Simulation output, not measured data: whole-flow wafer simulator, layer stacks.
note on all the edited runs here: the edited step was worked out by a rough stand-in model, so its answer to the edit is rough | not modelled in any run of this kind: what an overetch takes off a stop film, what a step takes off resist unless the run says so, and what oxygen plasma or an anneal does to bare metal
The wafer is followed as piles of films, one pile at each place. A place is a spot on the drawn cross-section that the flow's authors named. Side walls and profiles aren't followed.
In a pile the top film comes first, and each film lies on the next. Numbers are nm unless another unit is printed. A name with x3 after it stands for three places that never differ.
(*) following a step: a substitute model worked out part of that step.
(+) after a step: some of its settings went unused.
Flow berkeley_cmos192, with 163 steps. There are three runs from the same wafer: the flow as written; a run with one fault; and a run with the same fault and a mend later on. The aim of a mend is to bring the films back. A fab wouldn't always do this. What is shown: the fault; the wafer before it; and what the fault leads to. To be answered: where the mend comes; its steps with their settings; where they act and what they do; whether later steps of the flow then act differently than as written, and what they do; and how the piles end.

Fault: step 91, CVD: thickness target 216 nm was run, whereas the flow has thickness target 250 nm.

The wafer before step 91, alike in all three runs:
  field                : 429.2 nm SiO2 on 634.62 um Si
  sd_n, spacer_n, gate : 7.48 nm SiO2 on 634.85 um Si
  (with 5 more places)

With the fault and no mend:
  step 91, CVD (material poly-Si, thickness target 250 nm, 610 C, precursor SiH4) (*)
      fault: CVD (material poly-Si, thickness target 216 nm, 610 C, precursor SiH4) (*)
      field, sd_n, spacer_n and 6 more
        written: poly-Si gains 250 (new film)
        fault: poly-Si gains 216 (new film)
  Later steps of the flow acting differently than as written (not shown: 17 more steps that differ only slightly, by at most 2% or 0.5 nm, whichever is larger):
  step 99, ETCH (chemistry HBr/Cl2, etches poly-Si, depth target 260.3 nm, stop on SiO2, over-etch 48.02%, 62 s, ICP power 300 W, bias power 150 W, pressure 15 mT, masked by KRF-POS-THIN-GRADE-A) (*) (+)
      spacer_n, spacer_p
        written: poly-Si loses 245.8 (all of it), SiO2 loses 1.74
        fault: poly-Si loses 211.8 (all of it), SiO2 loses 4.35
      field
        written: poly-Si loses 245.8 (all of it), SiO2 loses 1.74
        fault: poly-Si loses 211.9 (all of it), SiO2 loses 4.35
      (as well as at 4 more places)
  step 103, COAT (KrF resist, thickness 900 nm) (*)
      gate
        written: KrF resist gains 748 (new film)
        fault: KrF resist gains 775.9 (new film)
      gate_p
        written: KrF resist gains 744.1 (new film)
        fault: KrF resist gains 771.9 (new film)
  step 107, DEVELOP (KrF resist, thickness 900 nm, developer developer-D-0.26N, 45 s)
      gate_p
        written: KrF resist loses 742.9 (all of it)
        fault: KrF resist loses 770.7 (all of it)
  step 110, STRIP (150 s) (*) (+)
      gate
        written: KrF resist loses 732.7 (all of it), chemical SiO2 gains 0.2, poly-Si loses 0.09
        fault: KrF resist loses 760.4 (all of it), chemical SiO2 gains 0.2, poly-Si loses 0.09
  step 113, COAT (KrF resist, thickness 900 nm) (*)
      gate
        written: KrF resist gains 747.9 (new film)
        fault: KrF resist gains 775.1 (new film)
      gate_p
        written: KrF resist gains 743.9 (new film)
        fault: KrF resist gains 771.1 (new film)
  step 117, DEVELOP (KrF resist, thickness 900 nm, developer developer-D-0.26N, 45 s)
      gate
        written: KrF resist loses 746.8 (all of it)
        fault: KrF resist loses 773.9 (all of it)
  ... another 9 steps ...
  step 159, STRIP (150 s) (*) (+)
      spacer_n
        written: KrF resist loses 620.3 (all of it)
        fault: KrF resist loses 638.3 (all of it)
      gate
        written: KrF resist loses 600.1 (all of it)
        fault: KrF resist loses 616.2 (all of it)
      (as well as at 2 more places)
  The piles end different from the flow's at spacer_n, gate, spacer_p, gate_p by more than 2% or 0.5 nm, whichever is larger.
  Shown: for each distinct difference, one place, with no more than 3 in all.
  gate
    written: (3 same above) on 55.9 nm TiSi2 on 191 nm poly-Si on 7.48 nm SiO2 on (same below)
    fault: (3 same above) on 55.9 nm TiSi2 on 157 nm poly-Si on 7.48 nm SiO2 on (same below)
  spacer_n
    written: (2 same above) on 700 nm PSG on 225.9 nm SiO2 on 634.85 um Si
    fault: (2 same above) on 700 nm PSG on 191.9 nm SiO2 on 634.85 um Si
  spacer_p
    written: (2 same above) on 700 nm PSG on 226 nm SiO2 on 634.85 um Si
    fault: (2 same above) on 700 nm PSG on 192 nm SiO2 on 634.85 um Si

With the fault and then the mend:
  After step 91 comes the mend.
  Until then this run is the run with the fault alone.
  step 91a, ETCH (chemistry tmah, depth target 248.4 nm)
      field, sd_n, spacer_n and 6 more
        poly-Si loses 216 (all of it)
  step 91b, CLEAN (chemistry SPM) (a further turn of the flow's step 87)
      alters no film at any place that is followed
  step 91c, CVD (material poly-Si, thickness target 250 nm, 610 C, precursor SiH4) (*) (a further turn of the flow's step 91)
      field, sd_n, spacer_n and 6 more
        poly-Si gains 250 (new film)
  None of the later steps of the flow acts differently than as written at any place that is followed.
  The piles end the same as the flow's at every place that both follow.
